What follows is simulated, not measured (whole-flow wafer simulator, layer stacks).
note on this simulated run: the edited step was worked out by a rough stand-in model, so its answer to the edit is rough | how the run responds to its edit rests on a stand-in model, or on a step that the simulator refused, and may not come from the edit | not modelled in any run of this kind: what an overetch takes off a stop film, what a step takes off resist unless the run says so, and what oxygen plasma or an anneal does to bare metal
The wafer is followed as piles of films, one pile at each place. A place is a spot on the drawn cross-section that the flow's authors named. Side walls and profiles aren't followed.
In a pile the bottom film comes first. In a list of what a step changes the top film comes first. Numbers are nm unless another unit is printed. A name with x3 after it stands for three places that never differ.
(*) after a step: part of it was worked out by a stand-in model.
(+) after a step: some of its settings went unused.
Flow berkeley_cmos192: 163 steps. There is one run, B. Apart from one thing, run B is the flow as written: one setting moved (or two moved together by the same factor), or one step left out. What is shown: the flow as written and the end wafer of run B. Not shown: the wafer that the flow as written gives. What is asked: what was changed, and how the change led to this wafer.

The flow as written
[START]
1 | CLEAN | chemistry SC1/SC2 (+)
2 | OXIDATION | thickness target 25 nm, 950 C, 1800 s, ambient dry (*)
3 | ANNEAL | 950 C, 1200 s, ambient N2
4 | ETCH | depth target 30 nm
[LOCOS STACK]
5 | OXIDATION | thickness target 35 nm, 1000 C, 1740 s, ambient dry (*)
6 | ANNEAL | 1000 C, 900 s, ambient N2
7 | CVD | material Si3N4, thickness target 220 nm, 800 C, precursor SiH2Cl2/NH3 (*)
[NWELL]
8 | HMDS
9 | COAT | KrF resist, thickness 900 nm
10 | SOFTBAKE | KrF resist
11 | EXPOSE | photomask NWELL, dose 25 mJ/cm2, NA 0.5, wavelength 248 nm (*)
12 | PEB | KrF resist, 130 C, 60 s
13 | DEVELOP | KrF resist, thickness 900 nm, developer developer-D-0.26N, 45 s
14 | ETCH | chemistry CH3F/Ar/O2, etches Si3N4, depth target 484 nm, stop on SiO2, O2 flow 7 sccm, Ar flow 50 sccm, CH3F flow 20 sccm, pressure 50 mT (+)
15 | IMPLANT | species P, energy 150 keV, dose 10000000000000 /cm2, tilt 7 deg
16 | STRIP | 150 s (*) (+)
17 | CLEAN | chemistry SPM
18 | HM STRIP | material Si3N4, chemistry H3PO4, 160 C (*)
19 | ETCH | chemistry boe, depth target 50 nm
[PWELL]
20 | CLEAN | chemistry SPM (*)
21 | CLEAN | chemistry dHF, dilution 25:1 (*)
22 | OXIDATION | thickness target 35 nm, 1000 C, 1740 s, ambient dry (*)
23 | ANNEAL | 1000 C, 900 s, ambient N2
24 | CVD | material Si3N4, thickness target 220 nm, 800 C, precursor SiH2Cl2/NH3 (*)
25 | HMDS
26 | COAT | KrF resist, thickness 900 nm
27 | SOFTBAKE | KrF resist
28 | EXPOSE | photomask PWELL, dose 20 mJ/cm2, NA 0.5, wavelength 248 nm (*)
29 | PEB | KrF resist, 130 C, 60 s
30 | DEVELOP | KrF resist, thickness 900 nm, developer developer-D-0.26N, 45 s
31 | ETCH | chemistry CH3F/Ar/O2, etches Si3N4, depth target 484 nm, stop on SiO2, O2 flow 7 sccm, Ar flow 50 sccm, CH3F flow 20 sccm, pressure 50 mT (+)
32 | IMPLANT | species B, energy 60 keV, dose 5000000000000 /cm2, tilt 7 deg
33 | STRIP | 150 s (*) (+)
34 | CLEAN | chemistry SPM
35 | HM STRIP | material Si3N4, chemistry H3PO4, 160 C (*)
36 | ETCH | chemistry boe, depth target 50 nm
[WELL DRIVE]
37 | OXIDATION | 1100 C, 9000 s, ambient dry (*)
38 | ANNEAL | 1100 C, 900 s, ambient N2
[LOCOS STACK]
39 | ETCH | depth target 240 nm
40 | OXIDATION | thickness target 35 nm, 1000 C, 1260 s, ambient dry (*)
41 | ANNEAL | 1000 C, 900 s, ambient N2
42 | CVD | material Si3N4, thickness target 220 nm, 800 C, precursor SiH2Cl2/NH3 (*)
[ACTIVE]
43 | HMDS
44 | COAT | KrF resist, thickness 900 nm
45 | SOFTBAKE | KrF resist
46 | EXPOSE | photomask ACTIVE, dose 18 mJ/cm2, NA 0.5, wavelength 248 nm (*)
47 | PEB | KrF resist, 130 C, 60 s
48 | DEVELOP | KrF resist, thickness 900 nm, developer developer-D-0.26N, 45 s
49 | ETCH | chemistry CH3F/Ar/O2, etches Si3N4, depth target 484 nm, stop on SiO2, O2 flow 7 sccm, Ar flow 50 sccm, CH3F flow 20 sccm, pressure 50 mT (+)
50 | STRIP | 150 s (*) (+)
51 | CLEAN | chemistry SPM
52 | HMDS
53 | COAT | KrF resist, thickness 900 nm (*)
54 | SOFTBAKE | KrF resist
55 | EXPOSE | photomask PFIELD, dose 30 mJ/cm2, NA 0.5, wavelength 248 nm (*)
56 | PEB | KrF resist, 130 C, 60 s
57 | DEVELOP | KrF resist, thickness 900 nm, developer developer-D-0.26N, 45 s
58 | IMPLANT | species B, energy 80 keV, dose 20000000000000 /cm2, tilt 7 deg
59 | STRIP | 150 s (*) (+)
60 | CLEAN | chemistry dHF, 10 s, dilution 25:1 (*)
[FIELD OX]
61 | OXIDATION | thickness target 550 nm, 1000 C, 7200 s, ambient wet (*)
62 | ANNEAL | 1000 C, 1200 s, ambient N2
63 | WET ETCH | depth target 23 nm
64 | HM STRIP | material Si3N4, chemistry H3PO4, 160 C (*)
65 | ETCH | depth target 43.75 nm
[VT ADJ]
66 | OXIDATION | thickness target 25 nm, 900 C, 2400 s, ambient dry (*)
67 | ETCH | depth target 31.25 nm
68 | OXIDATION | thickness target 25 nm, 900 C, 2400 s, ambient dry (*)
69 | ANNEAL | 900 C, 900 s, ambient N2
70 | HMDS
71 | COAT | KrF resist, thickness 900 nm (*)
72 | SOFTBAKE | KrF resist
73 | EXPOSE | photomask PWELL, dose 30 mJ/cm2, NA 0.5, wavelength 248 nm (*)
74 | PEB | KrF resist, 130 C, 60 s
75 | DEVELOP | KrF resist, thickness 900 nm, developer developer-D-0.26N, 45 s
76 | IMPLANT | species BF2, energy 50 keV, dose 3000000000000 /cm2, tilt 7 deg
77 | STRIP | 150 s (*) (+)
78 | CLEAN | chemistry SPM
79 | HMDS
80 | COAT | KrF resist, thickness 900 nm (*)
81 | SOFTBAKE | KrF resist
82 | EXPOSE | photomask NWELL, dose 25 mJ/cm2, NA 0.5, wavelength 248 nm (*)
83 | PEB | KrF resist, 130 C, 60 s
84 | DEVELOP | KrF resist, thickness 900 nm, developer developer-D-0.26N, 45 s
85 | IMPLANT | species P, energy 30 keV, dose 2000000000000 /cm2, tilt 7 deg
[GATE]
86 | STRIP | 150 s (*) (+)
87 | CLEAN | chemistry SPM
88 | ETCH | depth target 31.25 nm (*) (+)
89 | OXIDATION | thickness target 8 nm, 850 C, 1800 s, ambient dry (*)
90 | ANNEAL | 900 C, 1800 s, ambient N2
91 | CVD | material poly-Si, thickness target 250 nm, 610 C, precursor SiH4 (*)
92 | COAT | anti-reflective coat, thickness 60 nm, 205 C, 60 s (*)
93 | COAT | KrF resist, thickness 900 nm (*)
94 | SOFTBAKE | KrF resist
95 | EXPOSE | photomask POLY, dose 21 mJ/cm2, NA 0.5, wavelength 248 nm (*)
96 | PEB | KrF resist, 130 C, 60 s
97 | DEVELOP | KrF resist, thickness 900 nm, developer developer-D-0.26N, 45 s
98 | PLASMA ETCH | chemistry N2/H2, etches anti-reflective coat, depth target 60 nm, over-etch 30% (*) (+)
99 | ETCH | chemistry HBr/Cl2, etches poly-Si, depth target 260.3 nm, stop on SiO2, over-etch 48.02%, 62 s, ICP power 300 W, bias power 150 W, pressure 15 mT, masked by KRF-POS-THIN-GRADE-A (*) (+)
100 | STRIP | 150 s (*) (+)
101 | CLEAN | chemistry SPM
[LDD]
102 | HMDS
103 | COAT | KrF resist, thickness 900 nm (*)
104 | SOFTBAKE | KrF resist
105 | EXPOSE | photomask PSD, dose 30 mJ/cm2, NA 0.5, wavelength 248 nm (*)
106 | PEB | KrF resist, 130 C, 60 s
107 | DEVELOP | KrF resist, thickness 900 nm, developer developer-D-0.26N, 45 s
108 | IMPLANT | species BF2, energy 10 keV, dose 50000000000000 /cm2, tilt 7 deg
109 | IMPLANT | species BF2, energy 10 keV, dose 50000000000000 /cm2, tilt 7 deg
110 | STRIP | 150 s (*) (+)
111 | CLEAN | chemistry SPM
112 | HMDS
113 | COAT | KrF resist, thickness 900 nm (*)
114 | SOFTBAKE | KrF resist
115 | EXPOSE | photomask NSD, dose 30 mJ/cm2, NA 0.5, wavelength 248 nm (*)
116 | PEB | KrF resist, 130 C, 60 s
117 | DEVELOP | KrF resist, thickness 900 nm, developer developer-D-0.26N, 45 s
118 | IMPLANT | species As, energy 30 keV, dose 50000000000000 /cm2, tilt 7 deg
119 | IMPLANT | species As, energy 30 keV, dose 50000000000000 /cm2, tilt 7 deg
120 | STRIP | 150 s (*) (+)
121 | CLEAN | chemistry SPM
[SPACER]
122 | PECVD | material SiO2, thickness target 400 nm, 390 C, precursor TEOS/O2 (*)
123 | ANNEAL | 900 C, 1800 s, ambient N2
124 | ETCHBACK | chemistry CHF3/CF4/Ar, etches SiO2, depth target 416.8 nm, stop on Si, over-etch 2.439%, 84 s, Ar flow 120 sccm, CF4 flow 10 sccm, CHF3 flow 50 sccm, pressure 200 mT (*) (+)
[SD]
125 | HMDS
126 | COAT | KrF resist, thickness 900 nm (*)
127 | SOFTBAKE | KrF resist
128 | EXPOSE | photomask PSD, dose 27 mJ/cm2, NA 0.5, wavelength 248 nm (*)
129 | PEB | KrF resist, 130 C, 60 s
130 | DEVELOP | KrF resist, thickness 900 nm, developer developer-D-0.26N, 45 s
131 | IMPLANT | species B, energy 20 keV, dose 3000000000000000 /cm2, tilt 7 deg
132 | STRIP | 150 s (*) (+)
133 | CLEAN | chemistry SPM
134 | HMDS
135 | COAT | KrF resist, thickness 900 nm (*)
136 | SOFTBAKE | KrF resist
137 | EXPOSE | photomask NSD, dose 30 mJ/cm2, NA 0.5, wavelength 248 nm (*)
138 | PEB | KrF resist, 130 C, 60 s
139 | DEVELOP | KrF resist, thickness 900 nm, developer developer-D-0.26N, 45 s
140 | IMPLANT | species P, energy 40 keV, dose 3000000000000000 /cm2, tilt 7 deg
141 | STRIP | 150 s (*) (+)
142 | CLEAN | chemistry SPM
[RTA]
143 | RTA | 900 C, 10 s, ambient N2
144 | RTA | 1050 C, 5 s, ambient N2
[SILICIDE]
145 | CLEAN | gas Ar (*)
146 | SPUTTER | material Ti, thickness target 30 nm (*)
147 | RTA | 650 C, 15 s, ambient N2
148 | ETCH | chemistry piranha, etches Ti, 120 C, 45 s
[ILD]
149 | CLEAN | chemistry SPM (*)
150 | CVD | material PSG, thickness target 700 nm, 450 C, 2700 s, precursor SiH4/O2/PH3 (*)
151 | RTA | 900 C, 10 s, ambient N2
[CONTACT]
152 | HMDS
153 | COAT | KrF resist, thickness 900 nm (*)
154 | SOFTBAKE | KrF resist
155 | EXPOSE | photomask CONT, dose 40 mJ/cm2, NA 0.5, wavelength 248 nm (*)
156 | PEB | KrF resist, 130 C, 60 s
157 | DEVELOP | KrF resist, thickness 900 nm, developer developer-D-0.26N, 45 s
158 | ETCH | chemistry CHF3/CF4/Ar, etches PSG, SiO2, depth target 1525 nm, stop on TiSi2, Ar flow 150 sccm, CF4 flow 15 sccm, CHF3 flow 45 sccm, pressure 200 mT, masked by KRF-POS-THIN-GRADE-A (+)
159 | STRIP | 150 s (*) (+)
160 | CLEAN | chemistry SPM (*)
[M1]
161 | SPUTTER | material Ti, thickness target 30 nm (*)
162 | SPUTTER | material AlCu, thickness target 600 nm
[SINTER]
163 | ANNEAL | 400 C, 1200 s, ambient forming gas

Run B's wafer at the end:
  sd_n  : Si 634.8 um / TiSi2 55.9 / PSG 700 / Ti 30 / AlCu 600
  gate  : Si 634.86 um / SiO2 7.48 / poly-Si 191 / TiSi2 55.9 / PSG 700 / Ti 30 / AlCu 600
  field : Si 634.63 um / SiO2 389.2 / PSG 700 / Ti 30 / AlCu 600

Cause: step 40, OXIDATION: 800 C was run, whereas the flow has 1000 C.

Step by step, how the change led to this:
  40 | OXIDATION | thickness target 35 nm, 1000 C, 1260 s, ambient dry (*)
      field, sd_n, spacer_n and 6 more: +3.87 SiO2 (new film), -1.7 Si (as written it would have been: +26.6 SiO2 (new film), -11.7 Si)
  49 | ETCH | chemistry CH3F/Ar/O2, etches Si3N4, depth target 484 nm, stop on SiO2, O2 flow 7 sccm, Ar flow 50 sccm, CH3F flow 20 sccm, pressure 50 mT (+)
      field: -220 Si3N4 (all of it), -3.87 SiO2 (all of it) (as written it would have been: -220 Si3N4 (all of it), -3.67 SiO2)
  50 | STRIP | 150 s (*) (+)
      field: +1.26 chemical SiO2 (new film), -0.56 Si (as written it would have been: nothing)
  60 | CLEAN | chemistry dHF, 10 s, dilution 25:1 (*)
      field: -1.5 chemical SiO2 (all of it) (as written it would have been: -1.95 SiO2)
  61 | OXIDATION | thickness target 550 nm, 1000 C, 7200 s, ambient wet (*)
      sd_n, sd_p: +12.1 SiO2 (new film), -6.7 Si3N4 (as written it would have been: +12.1 SiO2 (new film), -6.7 Si3N4, +0.06 SiO2, -0.06 Si)
      field: +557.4 SiO2 (new film), -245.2 Si (as written it would have been: +542.3 SiO2, -238.6 Si)
      (and at 1 other place as well)
  65 | ETCH | depth target 43.75 nm
      sd_n, spacer_n, gate, sd_p, spacer_p, gate_p, contact, m1: -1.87 SiO2 (all of it) (as written it would have been: -24.6 SiO2 (all of it))
  92 | COAT | anti-reflective coat, thickness 60 nm, 205 C, 60 s (*)
      sd_n: +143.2 anti-reflective coat (new film) (as written it would have been: +152.4 anti-reflective coat (new film))
      spacer_n: +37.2 anti-reflective coat (new film) (as written it would have been: +33.8 anti-reflective coat (new film))
      (and at 6 other places as well)
  98 | PLASMA ETCH | chemistry N2/H2, etches anti-reflective coat, depth target 60 nm, over-etch 30% (*) (+)
      sd_n: -143.2 anti-reflective coat (all of it), -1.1 poly-Si (as written it would have been: -152.4 anti-reflective coat (all of it), -1.17 poly-Si)
      spacer_n: -37.2 anti-reflective coat (all of it), -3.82 poly-Si (as written it would have been: -33.8 anti-reflective coat (all of it), -4.21 poly-Si)
      (and at 4 other places as well)
  100 | STRIP | 150 s (*) (+)
      gate: +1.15 chemical SiO2 (new film), -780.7 KrF resist (all of it), -33.7 anti-reflective coat (all of it), -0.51 poly-Si (as written it would have been: +1.15 chemical SiO2 (new film), -791.8 KrF resist (all of it), -30 anti-reflective coat (all of it), -0.51 poly-Si)
      gate_p: +1.15 chemical SiO2 (new film), -757.6 KrF resist (all of it), -33.8 anti-reflective coat (all of it), -0.51 poly-Si (as written it would have been: +1.15 chemical SiO2 (new film), -765.1 KrF resist (all of it), -31 anti-reflective coat (all of it), -0.51 poly-Si)
